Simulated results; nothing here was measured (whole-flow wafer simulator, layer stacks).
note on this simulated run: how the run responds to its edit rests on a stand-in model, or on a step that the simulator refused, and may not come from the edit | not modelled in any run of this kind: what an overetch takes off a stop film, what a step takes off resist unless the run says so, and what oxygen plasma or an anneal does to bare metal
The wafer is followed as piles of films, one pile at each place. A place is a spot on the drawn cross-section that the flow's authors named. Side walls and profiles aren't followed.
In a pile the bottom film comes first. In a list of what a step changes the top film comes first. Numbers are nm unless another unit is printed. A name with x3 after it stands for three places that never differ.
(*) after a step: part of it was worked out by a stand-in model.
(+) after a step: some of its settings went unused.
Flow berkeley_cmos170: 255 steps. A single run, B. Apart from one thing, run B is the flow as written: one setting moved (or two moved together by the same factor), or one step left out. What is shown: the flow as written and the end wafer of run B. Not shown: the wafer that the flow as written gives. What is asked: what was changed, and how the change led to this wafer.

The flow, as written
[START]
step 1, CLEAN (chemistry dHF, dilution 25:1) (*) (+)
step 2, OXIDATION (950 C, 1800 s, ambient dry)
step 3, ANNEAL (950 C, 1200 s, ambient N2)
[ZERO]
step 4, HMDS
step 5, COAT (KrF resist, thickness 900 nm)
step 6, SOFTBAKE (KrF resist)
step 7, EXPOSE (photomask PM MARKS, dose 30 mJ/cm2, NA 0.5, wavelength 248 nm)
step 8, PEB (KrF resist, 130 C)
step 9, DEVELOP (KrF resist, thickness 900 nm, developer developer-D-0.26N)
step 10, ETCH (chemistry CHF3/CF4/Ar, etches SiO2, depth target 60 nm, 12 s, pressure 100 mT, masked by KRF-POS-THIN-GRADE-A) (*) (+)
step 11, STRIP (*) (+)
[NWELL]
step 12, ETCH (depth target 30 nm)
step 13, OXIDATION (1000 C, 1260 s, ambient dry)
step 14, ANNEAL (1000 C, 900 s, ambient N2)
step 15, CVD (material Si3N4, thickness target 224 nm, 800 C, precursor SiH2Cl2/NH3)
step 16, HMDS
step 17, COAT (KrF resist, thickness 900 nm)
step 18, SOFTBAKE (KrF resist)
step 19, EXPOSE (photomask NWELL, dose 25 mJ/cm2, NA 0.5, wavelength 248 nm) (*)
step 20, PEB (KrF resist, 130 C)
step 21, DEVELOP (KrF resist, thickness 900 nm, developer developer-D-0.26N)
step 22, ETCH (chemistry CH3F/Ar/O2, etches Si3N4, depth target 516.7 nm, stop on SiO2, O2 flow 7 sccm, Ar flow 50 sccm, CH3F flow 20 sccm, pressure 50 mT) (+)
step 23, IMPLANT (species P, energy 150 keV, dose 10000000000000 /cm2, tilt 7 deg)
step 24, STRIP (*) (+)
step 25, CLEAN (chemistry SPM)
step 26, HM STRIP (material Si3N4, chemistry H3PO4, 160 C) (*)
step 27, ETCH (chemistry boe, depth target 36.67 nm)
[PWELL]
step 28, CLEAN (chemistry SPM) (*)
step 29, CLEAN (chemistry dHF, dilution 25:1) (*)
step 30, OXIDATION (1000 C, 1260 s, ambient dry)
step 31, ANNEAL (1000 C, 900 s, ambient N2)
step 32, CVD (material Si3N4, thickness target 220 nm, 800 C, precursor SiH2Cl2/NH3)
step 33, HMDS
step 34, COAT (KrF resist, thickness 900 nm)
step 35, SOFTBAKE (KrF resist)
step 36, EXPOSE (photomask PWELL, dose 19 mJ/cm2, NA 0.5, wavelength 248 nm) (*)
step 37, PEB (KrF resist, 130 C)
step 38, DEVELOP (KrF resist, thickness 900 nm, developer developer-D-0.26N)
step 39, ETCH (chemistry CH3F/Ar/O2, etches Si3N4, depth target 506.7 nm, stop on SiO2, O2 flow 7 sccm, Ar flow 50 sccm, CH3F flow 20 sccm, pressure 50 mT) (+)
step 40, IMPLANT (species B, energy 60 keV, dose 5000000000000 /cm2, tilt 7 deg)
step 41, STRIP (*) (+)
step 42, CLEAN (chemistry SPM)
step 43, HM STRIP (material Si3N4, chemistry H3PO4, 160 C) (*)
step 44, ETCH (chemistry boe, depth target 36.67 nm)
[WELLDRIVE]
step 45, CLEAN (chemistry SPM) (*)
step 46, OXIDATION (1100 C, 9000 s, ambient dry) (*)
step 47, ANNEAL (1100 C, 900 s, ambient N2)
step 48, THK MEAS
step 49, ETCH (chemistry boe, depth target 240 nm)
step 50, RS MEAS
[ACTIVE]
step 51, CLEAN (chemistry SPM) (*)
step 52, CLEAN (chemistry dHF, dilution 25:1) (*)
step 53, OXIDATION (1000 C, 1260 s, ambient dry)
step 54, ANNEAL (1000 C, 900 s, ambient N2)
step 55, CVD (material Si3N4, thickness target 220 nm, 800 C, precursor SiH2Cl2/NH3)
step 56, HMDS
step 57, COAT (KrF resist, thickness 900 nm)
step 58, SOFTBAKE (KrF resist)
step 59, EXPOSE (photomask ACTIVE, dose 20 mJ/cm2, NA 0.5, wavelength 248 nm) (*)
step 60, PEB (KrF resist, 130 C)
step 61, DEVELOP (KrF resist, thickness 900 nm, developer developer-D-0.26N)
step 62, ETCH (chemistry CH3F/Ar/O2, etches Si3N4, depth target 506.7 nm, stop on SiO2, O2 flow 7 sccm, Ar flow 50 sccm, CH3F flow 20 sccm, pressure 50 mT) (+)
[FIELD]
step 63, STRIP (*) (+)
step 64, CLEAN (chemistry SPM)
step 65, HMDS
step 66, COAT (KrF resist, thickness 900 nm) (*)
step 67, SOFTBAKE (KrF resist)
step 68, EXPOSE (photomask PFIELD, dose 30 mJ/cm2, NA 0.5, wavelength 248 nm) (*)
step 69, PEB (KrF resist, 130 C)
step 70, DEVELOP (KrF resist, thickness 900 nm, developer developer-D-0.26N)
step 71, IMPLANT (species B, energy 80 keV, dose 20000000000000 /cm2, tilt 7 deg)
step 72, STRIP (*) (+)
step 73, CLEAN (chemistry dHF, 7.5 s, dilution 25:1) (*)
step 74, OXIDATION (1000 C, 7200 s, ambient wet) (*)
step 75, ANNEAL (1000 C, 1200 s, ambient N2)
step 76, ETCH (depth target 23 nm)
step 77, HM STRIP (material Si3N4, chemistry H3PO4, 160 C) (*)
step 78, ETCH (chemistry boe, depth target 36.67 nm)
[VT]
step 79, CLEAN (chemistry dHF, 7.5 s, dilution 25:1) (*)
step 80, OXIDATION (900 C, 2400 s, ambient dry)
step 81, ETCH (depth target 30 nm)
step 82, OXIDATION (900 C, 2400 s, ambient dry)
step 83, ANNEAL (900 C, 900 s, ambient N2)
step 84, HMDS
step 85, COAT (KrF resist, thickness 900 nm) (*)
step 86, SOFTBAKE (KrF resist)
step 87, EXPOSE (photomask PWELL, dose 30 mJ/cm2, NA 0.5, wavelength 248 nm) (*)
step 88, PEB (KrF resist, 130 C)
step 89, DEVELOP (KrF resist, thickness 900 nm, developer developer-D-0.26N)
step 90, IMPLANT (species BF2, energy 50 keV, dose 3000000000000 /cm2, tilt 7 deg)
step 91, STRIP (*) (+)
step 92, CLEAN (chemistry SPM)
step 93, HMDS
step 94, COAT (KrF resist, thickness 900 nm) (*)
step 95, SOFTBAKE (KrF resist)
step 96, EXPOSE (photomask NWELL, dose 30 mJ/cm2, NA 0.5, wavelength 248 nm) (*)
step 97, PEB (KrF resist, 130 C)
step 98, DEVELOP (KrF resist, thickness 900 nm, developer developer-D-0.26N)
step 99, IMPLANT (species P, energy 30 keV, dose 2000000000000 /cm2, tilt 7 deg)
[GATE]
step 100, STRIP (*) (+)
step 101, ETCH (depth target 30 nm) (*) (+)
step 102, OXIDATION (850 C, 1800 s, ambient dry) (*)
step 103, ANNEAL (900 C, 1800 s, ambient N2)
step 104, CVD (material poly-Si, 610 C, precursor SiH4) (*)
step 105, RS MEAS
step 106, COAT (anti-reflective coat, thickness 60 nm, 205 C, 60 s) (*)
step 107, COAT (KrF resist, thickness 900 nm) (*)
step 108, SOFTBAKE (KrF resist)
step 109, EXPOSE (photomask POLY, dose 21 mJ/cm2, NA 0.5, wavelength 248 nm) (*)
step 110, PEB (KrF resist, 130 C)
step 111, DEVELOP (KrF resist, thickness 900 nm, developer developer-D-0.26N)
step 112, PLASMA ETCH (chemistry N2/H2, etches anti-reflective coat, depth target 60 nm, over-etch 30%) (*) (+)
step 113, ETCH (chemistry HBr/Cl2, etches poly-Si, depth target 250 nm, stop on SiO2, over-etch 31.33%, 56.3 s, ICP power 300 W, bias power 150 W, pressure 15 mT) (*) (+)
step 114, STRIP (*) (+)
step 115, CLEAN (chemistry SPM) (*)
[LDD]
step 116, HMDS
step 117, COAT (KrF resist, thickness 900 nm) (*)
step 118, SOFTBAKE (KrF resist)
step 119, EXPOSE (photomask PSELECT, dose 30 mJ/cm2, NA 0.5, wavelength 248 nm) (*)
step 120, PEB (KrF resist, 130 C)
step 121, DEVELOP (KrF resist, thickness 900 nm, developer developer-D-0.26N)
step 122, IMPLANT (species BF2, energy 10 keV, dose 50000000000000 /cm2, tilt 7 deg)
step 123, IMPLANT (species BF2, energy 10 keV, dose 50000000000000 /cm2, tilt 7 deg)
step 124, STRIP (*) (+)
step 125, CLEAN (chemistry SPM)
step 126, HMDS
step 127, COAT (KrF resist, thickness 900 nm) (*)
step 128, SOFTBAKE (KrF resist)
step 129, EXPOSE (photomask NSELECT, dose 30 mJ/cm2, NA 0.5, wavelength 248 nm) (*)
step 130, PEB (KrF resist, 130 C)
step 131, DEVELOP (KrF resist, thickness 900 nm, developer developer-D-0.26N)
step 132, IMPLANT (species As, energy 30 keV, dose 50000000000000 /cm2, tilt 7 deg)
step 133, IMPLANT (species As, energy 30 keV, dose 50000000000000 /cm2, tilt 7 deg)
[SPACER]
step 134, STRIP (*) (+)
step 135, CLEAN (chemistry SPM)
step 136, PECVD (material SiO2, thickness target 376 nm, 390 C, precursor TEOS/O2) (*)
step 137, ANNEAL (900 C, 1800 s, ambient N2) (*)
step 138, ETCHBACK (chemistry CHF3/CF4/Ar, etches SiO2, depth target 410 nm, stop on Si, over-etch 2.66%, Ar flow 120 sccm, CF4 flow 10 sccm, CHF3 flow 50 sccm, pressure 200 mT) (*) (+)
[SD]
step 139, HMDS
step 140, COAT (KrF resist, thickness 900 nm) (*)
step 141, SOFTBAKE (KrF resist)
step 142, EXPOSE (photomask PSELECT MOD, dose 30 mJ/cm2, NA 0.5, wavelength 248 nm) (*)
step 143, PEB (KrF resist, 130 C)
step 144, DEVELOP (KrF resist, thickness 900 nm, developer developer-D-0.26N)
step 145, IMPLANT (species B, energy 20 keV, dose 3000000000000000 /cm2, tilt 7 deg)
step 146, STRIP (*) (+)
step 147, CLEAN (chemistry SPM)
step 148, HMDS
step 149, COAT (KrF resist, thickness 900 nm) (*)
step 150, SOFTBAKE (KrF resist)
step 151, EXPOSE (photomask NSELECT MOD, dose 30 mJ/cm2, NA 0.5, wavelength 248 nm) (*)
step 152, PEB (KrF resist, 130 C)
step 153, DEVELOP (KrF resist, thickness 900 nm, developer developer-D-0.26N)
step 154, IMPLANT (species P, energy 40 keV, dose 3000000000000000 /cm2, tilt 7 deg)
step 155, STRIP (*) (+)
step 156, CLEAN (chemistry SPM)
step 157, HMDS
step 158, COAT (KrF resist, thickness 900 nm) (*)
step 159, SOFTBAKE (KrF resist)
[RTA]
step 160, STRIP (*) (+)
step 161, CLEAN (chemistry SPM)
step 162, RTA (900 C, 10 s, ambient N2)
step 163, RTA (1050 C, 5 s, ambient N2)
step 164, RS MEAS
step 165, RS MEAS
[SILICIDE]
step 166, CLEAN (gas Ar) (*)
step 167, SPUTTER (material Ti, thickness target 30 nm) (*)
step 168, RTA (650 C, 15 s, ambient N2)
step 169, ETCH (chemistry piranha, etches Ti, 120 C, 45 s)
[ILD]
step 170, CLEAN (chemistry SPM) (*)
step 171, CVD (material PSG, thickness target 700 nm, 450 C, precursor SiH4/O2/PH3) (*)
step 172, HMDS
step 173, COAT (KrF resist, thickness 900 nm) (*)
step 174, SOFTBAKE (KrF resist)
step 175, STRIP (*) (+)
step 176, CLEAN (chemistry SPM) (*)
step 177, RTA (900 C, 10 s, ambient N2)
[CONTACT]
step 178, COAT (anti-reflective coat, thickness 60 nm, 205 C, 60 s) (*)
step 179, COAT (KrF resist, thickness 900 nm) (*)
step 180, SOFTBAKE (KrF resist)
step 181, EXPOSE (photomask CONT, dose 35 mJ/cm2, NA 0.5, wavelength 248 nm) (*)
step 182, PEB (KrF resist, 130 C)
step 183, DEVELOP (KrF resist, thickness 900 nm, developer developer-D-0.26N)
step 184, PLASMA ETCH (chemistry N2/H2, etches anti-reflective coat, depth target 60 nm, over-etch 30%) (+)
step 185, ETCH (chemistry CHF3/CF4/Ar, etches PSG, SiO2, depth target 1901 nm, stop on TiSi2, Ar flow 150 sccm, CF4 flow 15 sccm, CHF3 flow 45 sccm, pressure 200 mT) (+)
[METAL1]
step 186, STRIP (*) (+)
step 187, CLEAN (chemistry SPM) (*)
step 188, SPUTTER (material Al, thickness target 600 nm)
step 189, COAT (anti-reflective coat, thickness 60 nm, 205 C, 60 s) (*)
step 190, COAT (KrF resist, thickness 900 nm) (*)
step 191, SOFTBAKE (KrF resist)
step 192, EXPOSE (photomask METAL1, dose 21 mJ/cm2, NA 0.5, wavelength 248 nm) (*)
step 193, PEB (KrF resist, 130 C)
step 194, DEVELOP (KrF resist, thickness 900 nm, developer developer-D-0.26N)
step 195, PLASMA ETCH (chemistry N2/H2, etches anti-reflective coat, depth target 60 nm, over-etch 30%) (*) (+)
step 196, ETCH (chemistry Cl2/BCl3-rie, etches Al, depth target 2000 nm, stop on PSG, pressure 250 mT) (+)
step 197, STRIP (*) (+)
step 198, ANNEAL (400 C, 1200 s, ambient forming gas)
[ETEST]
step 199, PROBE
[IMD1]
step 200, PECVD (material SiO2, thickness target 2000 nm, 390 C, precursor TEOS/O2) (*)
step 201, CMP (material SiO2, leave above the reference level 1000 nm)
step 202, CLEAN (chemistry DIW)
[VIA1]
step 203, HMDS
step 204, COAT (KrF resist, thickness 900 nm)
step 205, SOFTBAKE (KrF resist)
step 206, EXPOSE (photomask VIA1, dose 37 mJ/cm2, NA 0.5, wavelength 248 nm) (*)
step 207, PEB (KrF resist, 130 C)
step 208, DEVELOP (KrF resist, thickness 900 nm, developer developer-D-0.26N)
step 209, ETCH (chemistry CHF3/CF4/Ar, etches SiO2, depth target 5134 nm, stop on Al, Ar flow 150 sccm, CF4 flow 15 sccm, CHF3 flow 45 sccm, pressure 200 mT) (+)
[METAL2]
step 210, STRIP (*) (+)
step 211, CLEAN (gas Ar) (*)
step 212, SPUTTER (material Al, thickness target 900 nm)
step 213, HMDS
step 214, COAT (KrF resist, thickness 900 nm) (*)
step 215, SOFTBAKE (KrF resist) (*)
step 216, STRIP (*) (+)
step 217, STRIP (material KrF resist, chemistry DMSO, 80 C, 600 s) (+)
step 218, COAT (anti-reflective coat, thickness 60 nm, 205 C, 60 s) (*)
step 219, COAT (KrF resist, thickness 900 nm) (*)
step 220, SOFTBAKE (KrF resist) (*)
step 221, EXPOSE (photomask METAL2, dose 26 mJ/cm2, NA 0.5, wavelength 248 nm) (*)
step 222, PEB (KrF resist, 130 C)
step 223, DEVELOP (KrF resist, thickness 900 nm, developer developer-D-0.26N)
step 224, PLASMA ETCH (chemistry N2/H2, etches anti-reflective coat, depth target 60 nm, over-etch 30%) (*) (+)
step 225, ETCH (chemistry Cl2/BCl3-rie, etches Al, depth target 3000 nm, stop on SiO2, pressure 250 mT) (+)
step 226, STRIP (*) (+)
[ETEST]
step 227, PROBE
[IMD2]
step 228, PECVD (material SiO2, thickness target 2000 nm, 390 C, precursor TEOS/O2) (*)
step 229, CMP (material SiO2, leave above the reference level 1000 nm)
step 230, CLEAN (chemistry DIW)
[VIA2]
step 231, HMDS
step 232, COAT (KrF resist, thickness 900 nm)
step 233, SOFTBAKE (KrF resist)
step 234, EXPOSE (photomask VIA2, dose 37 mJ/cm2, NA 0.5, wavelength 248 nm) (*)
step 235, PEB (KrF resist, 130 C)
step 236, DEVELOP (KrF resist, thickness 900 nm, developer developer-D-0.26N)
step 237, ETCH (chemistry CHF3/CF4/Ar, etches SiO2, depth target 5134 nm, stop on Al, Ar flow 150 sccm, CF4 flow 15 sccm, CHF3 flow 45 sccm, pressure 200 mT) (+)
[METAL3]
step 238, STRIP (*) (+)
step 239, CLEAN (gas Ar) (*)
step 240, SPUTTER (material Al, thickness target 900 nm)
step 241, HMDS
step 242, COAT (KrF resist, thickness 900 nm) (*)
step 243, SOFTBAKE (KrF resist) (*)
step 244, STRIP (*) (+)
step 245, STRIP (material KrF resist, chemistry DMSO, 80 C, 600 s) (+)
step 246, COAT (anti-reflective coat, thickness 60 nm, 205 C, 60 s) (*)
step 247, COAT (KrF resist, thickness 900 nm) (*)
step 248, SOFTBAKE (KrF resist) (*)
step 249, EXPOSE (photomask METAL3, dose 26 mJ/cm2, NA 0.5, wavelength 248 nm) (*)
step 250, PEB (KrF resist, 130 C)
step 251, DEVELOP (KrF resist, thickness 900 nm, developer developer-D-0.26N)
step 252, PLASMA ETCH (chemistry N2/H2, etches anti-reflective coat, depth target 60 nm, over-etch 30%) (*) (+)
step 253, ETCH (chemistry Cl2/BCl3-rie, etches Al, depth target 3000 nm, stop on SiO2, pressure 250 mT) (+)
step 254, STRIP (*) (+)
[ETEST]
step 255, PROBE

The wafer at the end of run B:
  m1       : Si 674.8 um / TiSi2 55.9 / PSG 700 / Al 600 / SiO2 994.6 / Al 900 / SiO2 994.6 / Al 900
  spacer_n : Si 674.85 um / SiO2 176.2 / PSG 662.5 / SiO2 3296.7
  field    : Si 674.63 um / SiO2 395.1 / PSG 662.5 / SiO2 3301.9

Cause: step 78, ETCH: depth target 22 nm was run, while the flow as written has depth target 36.67 nm.

How this came from the change, step by step:
  step 78, ETCH (chemistry boe, depth target 36.67 nm)
      sd_n, spacer_n, gate_n and 8 more: -22 SiO2 (it would be, as written: -24.6 SiO2 (all of it))
      field: -22 SiO2 (it would be, as written: -36.7 SiO2)
  step 79, CLEAN (chemistry dHF, 7.5 s, dilution 25:1) (*)
      sd_n, spacer_n, gate_n and 8 more: -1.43 SiO2 (it would be, as written: nothing)
  step 80, OXIDATION (900 C, 2400 s, ambient dry)
      spacer_n, gate_n, spacer_p and 6 more: +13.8 SiO2, -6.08 Si (it would be, as written: +14.9 SiO2 (new film), -6.57 Si)
      sd_n, sd_p: +13.8 SiO2, -6.05 Si (it would be, as written: +14.9 SiO2 (new film), -6.57 Si)
  step 106, COAT (anti-reflective coat, thickness 60 nm, 205 C, 60 s) (*)
      field: +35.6 anti-reflective coat (new film) (it would be, as written: +34.7 anti-reflective coat (new film))
      sd_n: +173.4 anti-reflective coat (new film) (it would be, as written: +158.6 anti-reflective coat (new film))
      (and at 7 other places as well)
  step 112, PLASMA ETCH (chemistry N2/H2, etches anti-reflective coat, depth target 60 nm, over-etch 30%) (*) (+)
      field: -35.6 anti-reflective coat (all of it), -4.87 poly-Si (it would be, as written: -34.7 anti-reflective coat (all of it), -4.4 poly-Si)
      sd_n: -173.4 anti-reflective coat (all of it), -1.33 poly-Si (it would be, as written: -158.6 anti-reflective coat (all of it), -1.22 poly-Si)
      (and at 6 other places as well)
  step 114, STRIP (*) (+)
      gate_n: +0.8 chemical SiO2 (new film), -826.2 KrF resist (all of it), -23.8 anti-reflective coat (all of it), -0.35 poly-Si (it would be, as written: +0.8 chemical SiO2 (new film), -812.6 KrF resist (all of it), -27.3 anti-reflective coat (all of it), -0.35 poly-Si)
      gate_p: +0.8 chemical SiO2 (new film), -789.5 KrF resist (all of it), -27.8 anti-reflective coat (all of it), -0.35 poly-Si (it would be, as written: +0.8 chemical SiO2 (new film), -782.1 KrF resist (all of it), -29.6 anti-reflective coat (all of it), -0.35 poly-Si)
  step 178, COAT (anti-reflective coat, thickness 60 nm, 205 C, 60 s) (*)
      sd_n: +143.8 anti-reflective coat (new film) (it would be, as written: +135.1 anti-reflective coat (new film))
      m2: +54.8 anti-reflective coat (new film) (it would be, as written: +56.7 anti-reflective coat (new film))
  step 186, STRIP (*) (+)
      sd_n: -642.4 KrF resist (all of it), -143.8 anti-reflective coat (all of it) (it would be, as written: -643.8 KrF resist (all of it), -135.1 anti-reflective coat (all of it))
      m2: -694.2 KrF resist (all of it), -54.8 anti-reflective coat (all of it) (it would be, as written: -689 KrF resist (all of it), -56.7 anti-reflective coat (all of it))
  step 189, COAT (anti-reflective coat, thickness 60 nm, 205 C, 60 s) (*)
      gate_n: +49.1 anti-reflective coat (new film) (it would be, as written: +48 anti-reflective coat (new film))
      sd_p: +88.6 anti-reflective coat (new film) (it would be, as written: +86.5 anti-reflective coat (new film))
      (and at 1 other place as well)
  step 195, PLASMA ETCH (chemistry N2/H2, etches anti-reflective coat, depth target 60 nm, over-etch 30%) (*) (+)
      contact, m1, via1, m2, via2: -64 KrF resist (it would be, as written: -62.5 KrF resist)
      gate_n: -49.1 anti-reflective coat (all of it) (it would be, as written: -48 anti-reflective coat (all of it))
      (and at 1 other place as well)
  step 197, STRIP (*) (+)
      m2: -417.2 KrF resist (all of it), -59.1 anti-reflective coat (all of it) (it would be, as written: -412.9 KrF resist (all of it), -61.1 anti-reflective coat (all of it))
  step 201, CMP (material SiO2, leave above the reference level 1000 nm)
      field: -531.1 SiO2 (it would be, as written: -517 SiO2)
